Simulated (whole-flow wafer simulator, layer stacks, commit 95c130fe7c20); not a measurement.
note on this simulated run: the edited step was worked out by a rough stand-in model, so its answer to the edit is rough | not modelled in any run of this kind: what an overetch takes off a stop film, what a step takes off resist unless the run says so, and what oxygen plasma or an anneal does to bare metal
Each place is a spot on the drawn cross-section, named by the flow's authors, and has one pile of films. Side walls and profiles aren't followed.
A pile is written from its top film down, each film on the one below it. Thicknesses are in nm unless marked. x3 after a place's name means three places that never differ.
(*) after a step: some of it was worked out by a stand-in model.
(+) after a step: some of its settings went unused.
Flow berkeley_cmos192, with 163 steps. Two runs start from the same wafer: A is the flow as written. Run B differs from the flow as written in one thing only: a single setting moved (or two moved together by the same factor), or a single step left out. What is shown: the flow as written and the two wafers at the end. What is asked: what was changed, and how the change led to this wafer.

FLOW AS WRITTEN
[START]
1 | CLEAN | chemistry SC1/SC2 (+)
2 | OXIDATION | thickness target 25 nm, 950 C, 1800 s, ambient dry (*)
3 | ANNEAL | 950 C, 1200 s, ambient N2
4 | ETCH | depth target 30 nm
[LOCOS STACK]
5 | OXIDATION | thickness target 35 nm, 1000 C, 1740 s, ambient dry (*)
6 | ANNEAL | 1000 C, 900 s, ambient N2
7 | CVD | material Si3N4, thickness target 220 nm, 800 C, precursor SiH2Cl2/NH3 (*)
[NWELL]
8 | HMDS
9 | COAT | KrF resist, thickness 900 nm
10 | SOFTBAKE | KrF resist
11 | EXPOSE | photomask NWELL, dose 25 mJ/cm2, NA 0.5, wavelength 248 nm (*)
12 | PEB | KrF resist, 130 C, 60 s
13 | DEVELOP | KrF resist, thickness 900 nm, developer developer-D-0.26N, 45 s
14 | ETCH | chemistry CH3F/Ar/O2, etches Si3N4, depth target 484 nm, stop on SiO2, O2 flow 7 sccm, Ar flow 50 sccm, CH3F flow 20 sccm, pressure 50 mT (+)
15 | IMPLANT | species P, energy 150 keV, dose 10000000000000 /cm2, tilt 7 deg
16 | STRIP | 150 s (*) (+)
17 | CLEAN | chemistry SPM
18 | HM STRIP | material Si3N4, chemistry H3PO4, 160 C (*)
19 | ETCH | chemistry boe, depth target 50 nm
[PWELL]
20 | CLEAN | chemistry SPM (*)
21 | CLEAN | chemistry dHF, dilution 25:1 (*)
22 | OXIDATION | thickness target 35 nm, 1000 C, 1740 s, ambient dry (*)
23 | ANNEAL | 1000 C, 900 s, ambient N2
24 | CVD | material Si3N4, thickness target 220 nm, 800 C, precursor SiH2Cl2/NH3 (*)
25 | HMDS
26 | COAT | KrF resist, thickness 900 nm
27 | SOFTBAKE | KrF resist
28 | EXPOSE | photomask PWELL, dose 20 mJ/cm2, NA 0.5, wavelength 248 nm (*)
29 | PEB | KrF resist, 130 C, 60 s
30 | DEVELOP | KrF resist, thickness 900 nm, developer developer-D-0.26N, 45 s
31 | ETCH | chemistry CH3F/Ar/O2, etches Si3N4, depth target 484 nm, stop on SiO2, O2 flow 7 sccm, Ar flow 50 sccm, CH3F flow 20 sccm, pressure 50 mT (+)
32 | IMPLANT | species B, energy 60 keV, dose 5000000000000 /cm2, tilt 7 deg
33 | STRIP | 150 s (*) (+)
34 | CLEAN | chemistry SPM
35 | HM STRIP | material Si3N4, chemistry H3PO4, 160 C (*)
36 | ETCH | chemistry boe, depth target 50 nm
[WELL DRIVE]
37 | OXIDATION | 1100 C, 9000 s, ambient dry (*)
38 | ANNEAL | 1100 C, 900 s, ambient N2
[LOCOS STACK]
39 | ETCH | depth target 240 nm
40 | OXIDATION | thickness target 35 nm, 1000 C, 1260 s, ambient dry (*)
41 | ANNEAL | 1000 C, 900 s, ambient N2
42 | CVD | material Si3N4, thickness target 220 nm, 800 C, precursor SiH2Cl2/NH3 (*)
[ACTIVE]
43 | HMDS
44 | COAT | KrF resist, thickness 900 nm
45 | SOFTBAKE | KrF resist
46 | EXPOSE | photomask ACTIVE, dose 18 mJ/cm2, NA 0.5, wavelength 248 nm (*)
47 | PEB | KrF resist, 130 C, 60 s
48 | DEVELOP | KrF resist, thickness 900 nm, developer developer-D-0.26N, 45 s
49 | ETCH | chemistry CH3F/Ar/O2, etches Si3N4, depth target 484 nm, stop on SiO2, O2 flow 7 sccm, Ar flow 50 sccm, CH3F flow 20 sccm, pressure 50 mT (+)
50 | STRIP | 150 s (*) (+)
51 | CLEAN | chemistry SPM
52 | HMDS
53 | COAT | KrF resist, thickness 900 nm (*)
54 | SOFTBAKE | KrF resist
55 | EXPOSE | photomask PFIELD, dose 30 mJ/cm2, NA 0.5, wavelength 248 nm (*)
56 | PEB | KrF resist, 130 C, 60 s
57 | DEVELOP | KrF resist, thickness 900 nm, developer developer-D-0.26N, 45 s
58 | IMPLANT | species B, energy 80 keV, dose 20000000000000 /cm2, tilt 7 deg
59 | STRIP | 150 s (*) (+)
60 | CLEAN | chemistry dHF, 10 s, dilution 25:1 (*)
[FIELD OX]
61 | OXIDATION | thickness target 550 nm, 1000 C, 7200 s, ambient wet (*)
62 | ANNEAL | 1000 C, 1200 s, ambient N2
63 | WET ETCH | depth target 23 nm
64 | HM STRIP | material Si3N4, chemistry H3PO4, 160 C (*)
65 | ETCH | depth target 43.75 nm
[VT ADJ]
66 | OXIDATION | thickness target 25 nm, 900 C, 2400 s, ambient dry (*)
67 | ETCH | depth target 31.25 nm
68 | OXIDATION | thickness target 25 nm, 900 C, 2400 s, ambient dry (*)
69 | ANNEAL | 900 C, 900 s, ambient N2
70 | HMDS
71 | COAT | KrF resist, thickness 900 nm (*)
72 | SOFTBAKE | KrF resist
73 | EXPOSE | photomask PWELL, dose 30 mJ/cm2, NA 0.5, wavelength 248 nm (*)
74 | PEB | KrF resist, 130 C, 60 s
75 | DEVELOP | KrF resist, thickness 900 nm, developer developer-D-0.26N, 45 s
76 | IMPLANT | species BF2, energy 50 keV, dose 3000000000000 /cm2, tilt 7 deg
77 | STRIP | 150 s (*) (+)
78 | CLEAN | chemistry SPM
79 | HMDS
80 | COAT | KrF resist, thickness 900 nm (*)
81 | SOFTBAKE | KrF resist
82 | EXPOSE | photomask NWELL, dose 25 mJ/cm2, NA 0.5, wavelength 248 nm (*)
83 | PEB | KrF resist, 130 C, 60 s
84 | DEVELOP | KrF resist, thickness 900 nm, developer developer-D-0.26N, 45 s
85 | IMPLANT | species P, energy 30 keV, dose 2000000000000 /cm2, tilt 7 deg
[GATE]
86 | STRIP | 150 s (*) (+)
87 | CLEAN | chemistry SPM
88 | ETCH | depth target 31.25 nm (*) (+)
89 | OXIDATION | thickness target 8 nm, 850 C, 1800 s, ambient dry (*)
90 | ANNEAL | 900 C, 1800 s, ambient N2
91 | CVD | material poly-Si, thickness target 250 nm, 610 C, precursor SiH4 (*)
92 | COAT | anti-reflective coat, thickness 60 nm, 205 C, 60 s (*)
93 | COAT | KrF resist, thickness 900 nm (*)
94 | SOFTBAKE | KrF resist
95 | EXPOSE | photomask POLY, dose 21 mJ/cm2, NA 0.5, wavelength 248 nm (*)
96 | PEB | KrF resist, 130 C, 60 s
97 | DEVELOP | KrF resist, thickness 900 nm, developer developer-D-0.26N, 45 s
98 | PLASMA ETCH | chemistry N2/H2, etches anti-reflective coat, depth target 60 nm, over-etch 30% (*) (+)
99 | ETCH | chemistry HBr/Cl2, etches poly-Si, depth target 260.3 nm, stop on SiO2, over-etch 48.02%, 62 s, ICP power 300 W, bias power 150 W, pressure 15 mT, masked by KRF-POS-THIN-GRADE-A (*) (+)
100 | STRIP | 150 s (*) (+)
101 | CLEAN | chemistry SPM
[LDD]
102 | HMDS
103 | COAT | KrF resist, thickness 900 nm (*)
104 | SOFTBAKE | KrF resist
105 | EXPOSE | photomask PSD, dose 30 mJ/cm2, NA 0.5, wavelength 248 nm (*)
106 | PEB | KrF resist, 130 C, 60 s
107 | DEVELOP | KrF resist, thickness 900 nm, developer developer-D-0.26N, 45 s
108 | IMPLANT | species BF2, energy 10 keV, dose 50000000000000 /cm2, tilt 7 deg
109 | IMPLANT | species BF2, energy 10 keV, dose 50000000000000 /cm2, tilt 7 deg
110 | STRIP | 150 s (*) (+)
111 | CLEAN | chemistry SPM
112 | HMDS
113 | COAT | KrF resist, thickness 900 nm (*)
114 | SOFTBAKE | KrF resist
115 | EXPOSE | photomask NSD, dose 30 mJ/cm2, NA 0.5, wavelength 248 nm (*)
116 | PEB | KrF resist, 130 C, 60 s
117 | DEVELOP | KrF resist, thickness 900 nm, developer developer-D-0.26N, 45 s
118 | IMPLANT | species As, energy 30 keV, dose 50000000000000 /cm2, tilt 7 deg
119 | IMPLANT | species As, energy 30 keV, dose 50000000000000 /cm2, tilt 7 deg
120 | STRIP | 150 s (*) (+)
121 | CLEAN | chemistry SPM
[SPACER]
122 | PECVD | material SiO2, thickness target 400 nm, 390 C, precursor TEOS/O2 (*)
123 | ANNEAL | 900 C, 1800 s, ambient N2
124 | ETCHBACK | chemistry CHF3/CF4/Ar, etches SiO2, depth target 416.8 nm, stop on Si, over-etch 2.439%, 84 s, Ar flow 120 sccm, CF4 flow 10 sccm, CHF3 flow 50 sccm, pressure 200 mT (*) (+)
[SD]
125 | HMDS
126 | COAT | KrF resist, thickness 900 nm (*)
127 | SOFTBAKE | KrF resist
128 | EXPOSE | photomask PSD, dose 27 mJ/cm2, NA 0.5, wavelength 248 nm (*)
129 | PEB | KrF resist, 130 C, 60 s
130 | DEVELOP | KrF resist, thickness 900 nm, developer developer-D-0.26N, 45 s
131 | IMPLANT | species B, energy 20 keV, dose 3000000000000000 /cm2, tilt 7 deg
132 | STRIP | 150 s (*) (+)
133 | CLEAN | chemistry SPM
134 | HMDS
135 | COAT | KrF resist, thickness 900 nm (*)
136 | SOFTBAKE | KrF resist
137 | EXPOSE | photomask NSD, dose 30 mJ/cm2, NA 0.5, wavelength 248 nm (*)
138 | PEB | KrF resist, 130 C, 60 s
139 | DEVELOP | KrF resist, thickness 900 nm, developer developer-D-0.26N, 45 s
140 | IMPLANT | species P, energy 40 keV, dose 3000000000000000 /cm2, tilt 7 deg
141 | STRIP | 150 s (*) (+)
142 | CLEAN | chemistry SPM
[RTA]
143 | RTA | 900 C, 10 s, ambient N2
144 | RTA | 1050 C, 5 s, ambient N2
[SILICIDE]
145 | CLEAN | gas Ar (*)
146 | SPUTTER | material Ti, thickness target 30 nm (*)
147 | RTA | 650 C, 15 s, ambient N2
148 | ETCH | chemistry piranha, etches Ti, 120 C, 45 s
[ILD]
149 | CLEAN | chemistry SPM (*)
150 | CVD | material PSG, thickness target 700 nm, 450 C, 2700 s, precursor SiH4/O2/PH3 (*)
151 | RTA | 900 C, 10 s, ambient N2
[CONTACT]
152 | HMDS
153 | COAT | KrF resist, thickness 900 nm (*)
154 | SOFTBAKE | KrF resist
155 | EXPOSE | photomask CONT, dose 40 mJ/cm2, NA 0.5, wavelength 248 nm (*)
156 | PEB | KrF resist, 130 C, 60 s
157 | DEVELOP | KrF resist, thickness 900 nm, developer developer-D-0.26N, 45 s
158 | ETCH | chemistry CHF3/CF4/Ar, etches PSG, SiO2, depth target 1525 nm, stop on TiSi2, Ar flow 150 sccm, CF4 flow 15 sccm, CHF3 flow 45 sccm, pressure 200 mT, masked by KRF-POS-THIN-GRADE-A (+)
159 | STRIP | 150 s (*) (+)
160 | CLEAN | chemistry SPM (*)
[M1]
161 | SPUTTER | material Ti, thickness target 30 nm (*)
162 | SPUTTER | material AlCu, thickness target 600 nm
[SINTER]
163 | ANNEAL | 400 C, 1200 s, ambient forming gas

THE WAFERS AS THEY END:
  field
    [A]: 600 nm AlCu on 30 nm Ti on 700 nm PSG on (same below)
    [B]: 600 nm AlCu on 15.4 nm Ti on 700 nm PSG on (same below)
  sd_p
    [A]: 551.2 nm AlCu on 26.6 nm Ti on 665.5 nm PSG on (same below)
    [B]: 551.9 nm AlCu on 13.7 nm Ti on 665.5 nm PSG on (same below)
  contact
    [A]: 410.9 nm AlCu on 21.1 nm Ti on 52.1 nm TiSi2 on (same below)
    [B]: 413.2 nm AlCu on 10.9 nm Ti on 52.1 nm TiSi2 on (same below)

Cause: step 161, SPUTTER: thickness target 15.45 nm was run, while the flow as written has thickness target 30 nm.
One can read it off the wafer: field has Ti 15.4, and step 161 as written asks for 30 nm.

Step by step, how the change led to this:
  161 | SPUTTER | material Ti, thickness target 30 nm (*)
      field, sd_n, spacer_n, gate, spacer_p, gate_p, m1: A +30 Ti (new film) | B +15.4 Ti (new film)
      sd_p: A +26.6 Ti (new film) | B +13.7 Ti (new film)
      (and at 1 other place as well)
